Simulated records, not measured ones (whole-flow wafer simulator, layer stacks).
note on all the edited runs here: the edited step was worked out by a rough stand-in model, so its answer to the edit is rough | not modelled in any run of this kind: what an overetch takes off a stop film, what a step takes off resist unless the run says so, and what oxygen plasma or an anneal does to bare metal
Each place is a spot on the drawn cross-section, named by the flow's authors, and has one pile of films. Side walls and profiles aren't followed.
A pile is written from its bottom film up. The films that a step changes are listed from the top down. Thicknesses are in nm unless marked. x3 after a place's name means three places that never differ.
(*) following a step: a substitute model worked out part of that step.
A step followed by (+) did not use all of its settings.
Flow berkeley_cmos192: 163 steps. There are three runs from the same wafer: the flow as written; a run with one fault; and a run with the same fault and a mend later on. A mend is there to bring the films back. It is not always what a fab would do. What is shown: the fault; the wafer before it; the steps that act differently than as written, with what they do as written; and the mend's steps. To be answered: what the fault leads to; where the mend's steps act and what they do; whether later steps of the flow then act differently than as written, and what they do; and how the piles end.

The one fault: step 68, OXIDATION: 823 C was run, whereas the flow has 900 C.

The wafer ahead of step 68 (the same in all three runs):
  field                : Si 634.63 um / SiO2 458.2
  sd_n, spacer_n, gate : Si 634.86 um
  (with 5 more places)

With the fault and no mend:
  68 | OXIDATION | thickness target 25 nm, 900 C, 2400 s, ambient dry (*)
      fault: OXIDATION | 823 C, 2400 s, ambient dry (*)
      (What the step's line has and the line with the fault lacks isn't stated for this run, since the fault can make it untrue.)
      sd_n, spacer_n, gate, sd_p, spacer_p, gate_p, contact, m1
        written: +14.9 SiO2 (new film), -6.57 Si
        fault: +6.68 SiO2 (new film), -2.94 Si
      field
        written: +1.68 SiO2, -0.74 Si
        fault: +0.38 SiO2, -0.17 Si
  Steps further on in the flow that do not act as written (40 other steps are not shown; they differ only slightly, by no more than 2% or 0.5 nm, whichever is larger):
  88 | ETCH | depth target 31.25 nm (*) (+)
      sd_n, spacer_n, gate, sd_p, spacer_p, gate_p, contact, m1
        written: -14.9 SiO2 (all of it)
        fault: -6.68 SiO2 (all of it)
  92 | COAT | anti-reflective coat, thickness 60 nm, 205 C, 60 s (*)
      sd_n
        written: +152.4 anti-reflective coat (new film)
        fault: +149.2 anti-reflective coat (new film)
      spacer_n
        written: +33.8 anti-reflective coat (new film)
        fault: +34.9 anti-reflective coat (new film)
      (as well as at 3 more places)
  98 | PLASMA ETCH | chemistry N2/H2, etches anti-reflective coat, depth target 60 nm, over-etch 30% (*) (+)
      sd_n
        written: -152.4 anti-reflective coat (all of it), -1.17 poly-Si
        fault: -149.2 anti-reflective coat (all of it), -1.15 poly-Si
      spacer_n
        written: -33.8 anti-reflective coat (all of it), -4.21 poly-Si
        fault: -34.9 anti-reflective coat (all of it), -4.08 poly-Si
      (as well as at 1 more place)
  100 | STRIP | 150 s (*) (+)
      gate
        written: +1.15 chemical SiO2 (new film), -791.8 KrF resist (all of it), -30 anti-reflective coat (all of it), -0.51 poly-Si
        fault: +1.15 chemical SiO2 (new film), -788.1 KrF resist (all of it), -31.2 anti-reflective coat (all of it), -0.51 poly-Si
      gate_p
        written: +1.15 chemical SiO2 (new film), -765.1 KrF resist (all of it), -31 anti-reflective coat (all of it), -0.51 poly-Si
        fault: +1.15 chemical SiO2 (new film), -762.7 KrF resist (all of it), -31.9 anti-reflective coat (all of it), -0.51 poly-Si
  The piles end only slightly different from the flow's at the places that both follow, by no more than 2% or 0.5 nm, whichever is larger.

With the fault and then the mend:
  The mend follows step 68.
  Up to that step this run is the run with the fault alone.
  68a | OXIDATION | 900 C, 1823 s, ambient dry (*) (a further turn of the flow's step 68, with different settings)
      sd_n, spacer_n, gate, sd_p, spacer_p, gate_p, contact, m1
        +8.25 SiO2, -3.63 Si
      field
        +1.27 SiO2, -0.56 Si
  Every later step of the flow that is run acts as written, at every place that is followed, to within 2% or 0.5 nm, whichever is larger.
  By the end, the piles equal the flow's at every place that both follow.
